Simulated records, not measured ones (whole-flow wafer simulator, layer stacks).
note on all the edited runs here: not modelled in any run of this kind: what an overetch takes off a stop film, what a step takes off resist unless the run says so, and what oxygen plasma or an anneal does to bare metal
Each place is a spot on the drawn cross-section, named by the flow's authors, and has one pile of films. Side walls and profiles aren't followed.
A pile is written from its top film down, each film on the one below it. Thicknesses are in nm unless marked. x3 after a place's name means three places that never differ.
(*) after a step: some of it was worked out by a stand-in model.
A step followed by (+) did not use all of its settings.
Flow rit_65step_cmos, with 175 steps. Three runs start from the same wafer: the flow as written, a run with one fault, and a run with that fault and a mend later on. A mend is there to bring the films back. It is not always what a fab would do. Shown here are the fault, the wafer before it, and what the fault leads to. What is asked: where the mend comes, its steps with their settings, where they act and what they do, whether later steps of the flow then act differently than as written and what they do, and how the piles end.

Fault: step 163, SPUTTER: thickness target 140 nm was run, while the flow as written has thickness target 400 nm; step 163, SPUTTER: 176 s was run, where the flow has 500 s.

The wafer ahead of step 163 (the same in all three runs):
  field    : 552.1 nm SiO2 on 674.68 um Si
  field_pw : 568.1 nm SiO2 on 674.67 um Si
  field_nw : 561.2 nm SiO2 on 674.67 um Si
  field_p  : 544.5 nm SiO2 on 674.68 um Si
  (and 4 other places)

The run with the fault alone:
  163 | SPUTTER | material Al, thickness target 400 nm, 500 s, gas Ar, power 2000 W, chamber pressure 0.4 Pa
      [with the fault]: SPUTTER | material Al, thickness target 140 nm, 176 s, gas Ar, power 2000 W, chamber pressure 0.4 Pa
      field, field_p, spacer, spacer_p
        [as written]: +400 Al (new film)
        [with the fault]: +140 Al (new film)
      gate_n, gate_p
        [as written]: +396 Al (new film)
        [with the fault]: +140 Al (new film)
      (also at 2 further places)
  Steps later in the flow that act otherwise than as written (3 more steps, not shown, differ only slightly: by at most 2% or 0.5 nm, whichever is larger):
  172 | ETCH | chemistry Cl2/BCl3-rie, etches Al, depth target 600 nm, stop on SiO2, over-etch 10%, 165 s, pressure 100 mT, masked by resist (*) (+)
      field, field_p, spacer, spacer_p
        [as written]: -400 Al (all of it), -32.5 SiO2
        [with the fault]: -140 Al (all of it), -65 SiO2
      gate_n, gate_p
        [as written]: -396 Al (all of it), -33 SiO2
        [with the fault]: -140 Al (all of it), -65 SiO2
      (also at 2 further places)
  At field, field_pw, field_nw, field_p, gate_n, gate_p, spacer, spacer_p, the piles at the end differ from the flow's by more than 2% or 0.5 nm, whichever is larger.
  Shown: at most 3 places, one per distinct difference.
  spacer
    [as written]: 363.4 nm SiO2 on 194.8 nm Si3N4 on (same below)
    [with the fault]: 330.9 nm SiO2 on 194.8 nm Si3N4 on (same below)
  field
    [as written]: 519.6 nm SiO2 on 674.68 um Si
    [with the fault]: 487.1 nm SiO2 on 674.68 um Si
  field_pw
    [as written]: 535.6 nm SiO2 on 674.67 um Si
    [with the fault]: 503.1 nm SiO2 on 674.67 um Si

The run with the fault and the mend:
  After step 164 comes the mend.
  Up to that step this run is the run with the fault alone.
  164a | ETCH | chemistry al pan, depth target 161.5 nm
      field, field_p, gate_n, gate_p, spacer, spacer_p
        -140 Al (all of it)
      field_pw, field_nw
        -139.9 Al (all of it)
  164b | SPUTTER | material Al, thickness target 400 nm, 500 s, gas Ar, power 2000 W, chamber pressure 0.4 Pa (the flow's step 163 again)
      field, field_pw, field_p, spacer, spacer_p
        +400 Al (new film)
      gate_n, gate_p
        +396 Al (new film)
      field_nw
        +397.2 Al (new film)
  None of the later steps of the flow acts differently than as written at any place that is followed.
  The piles end the same as the flow's at every place that both follow.
